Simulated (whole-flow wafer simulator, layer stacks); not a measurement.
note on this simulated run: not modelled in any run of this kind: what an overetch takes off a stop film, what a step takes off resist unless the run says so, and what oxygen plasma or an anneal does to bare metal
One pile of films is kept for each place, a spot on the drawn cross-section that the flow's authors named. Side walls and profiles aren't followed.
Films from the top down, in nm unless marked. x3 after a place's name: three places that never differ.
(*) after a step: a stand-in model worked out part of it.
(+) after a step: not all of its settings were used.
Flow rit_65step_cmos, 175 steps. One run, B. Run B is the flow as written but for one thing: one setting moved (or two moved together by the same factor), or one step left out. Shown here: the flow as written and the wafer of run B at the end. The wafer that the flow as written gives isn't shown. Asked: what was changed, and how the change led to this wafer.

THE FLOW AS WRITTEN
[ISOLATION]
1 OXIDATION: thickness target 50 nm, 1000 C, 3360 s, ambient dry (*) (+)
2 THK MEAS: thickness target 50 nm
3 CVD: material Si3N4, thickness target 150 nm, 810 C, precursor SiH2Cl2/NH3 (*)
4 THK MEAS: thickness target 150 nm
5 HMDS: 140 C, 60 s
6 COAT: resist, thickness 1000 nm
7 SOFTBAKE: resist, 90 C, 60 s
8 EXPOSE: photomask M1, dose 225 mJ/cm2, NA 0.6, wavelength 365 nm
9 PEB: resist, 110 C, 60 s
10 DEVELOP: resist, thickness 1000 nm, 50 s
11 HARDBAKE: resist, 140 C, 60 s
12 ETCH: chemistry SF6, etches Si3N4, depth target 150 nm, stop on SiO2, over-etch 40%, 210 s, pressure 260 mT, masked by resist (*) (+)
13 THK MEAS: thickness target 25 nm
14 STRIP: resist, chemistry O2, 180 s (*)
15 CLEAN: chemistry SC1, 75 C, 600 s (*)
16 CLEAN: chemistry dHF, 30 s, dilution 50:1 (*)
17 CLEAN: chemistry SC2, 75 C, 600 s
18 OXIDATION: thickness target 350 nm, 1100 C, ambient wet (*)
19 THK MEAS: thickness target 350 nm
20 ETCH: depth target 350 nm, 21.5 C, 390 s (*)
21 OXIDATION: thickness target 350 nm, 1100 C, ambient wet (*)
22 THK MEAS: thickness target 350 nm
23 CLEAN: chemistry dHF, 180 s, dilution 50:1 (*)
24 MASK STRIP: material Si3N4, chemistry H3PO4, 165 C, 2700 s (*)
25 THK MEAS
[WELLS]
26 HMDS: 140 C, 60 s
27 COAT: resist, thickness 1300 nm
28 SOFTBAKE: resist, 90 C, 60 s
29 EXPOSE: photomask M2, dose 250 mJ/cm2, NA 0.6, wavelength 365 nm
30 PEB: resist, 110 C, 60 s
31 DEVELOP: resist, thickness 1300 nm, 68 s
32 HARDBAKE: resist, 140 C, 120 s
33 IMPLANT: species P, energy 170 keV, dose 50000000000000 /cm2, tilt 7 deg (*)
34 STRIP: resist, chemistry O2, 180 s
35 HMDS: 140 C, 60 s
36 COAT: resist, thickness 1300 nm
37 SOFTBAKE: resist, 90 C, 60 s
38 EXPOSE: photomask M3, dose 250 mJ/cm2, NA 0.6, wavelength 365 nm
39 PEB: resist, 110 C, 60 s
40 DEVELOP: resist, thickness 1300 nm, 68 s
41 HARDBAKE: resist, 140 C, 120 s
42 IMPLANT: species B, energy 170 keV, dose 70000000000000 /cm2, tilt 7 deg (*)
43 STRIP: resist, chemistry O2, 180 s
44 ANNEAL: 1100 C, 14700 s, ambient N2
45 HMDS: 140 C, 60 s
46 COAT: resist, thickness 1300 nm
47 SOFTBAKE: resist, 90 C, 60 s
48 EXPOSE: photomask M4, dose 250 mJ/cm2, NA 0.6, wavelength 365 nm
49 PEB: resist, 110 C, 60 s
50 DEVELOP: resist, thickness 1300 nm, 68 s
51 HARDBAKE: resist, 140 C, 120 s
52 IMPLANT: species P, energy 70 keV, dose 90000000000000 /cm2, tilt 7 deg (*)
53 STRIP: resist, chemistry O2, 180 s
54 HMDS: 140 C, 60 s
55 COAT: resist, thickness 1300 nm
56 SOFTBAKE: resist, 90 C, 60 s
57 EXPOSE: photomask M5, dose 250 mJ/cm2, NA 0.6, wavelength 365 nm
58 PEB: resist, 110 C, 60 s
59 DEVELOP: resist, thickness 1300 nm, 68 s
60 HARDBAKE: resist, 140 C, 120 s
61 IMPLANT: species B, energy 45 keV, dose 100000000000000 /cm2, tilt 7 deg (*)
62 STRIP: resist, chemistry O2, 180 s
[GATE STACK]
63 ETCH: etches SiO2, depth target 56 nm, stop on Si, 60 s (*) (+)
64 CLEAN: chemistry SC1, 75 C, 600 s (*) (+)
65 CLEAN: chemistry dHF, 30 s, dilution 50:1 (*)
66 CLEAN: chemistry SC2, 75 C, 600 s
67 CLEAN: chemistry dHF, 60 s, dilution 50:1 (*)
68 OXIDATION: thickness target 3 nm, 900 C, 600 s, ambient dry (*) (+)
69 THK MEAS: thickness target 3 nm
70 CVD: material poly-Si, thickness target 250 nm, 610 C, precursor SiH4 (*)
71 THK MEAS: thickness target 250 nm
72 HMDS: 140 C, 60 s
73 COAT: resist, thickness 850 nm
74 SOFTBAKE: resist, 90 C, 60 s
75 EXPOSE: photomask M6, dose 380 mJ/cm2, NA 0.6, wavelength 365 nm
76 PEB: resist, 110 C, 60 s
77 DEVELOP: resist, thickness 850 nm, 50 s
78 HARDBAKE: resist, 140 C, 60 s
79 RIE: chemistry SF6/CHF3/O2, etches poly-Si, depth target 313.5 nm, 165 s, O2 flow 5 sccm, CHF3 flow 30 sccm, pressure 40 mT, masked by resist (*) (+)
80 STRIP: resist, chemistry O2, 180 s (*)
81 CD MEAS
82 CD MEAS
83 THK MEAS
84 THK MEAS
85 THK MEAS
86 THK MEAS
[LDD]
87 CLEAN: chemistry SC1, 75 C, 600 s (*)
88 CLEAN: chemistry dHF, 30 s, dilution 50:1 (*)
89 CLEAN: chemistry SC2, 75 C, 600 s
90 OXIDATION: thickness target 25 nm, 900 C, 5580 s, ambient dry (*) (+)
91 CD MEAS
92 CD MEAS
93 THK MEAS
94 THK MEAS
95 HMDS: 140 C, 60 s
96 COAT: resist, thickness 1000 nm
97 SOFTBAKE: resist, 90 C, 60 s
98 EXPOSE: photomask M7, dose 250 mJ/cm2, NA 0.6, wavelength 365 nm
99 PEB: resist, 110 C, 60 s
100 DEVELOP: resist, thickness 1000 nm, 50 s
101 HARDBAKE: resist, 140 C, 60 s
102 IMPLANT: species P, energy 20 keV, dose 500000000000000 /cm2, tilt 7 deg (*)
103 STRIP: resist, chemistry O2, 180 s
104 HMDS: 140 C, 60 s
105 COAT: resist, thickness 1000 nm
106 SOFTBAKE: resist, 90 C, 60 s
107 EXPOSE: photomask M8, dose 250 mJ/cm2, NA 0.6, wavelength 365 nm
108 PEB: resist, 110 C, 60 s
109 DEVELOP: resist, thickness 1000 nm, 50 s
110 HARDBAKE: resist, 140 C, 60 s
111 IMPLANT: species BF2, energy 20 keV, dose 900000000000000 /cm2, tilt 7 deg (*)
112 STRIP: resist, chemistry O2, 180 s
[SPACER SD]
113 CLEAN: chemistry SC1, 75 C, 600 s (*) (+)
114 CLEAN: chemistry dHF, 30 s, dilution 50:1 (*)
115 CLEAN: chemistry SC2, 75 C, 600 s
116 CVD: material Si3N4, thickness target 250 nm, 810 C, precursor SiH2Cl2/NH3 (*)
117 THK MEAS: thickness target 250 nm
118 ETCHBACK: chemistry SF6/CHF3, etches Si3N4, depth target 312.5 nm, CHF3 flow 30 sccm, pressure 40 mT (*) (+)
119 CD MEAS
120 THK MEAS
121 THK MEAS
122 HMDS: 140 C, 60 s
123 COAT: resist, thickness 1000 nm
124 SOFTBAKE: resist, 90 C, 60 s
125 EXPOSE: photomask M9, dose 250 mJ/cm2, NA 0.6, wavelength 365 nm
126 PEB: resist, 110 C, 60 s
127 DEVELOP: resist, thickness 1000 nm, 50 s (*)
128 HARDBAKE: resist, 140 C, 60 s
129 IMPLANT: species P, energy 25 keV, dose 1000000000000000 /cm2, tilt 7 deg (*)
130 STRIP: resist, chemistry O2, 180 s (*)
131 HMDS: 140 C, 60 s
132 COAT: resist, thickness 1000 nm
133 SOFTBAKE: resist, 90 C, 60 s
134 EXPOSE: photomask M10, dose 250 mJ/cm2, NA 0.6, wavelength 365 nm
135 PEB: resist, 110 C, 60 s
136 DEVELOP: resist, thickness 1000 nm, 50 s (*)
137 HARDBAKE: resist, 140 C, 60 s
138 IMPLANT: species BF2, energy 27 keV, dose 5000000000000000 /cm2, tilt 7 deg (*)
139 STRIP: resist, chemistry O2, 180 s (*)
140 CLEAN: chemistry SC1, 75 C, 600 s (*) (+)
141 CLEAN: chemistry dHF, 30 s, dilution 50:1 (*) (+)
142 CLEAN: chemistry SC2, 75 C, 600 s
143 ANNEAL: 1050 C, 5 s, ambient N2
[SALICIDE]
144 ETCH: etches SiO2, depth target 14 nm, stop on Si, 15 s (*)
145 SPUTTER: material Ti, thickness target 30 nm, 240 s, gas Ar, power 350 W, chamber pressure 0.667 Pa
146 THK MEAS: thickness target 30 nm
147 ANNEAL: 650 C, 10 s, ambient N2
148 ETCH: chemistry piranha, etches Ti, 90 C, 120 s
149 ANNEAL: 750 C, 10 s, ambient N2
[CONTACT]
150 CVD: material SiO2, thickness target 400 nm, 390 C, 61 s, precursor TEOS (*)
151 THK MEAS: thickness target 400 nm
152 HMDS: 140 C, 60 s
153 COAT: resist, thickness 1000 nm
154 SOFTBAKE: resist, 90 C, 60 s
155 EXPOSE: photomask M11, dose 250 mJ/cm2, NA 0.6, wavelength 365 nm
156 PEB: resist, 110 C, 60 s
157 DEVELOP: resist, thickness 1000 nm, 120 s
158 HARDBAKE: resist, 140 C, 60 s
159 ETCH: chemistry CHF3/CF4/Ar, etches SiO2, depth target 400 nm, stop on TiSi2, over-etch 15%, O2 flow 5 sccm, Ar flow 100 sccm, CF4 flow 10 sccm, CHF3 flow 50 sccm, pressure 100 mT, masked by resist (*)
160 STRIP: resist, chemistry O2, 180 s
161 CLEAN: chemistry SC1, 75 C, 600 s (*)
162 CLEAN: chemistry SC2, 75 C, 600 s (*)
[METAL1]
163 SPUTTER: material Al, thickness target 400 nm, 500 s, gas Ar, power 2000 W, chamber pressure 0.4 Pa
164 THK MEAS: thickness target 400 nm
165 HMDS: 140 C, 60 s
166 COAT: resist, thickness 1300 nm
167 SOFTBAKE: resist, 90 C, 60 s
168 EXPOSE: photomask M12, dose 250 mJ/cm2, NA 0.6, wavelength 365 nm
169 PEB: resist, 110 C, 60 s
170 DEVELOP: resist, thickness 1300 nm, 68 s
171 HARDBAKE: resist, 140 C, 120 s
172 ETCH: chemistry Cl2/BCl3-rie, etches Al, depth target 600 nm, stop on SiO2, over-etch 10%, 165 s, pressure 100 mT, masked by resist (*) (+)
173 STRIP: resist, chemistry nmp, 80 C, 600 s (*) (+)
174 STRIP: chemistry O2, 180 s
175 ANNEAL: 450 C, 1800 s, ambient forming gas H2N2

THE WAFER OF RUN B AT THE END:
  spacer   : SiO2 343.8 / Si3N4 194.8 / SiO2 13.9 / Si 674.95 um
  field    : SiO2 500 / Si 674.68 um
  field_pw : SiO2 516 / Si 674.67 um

The cause: step 163, SPUTTER: power 1216 W was run, where the flow has power 2000 W.

How the change led to this, step by step:
  163 SPUTTER: material Al, thickness target 400 nm, 500 s, gas Ar, power 2000 W, chamber pressure 0.4 Pa
      field, field_p, spacer, spacer_p: Al +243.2 (new film) (as written it would be: Al +400 (new film))
      gate_n, gate_p: Al +243.2 (new film) (as written it would be: Al +396 (new film))
      (and at 2 more places)
  172 ETCH: chemistry Cl2/BCl3-rie, etches Al, depth target 600 nm, stop on SiO2, over-etch 10%, 165 s, pressure 100 mT, masked by resist (*) (+)
      field, field_p, spacer, spacer_p: Al -243.2 (all of it), SiO2 -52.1 (as written it would be: Al -400 (all of it), SiO2 -32.5)
      gate_n, gate_p: Al -243.2 (all of it), SiO2 -52.1 (as written it would be: Al -396 (all of it), SiO2 -33)
      (and at 2 more places)
